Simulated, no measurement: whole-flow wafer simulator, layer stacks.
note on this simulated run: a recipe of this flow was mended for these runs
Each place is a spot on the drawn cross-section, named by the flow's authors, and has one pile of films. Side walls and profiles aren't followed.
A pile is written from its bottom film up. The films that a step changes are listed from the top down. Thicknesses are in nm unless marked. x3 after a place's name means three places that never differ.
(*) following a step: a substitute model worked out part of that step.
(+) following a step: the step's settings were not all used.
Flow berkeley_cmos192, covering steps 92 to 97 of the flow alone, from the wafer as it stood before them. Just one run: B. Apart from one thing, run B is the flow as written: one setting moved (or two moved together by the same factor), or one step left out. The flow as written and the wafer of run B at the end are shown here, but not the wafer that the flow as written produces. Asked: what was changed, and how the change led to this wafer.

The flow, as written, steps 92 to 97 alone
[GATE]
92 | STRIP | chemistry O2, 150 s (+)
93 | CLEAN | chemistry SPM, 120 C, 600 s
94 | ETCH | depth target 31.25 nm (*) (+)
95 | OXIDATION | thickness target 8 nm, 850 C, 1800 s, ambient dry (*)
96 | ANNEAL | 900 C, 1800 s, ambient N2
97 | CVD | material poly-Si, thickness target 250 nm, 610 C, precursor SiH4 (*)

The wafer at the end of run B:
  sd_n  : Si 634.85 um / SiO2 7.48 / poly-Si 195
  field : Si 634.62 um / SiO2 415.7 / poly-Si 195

What caused this: step 97, CVD: thickness target 195 nm was run, though the flow has thickness target 250 nm.
The wafer lets one read it off: sd_n has poly-Si 195, and step 97 as written asks for 250 nm.

The path from the change to this, step by step:
  97 | CVD | material poly-Si, thickness target 250 nm, 610 C, precursor SiH4 (*)
      field, sd_n, spacer_n, gate, sd_p, spacer_p x2, contact, m1: +195 poly-Si (new film) (in the flow as written it would be: +250 poly-Si (new film))
